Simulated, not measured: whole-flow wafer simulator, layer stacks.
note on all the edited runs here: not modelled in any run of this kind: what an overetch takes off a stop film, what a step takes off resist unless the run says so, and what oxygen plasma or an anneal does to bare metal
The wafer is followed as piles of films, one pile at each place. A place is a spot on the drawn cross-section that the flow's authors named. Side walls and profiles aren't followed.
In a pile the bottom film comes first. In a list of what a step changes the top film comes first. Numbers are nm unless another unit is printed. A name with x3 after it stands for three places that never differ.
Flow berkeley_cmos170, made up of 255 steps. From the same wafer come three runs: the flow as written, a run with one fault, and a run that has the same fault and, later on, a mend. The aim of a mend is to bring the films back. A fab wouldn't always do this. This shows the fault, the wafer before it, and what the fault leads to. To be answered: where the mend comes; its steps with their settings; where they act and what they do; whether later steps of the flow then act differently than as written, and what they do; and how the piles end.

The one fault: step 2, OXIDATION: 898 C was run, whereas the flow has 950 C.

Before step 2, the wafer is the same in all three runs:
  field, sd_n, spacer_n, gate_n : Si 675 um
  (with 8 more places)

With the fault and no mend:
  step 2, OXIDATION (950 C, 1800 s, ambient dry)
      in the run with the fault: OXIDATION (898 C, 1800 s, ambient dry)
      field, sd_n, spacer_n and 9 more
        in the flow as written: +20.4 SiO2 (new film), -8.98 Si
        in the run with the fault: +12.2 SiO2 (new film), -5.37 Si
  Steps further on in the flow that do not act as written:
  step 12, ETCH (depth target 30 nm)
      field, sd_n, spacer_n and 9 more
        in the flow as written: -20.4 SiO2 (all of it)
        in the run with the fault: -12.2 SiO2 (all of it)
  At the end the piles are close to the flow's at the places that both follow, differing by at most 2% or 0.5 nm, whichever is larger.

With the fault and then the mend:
  The mend follows step 3.
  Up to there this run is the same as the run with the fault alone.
  step 3a, OXIDATION (950 C, 943 s, ambient dry) (the flow's step 2 again, with other settings)
      field, sd_n, spacer_n and 9 more
        +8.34 SiO2, -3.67 Si
  Later steps of the flow that are run all act as written at every place that is followed, up to a difference of at most 2% or 0.5 nm, whichever is larger.
  At the end the piles are close to the flow's at the places that both follow, differing by at most 2% or 0.5 nm, whichever is larger.
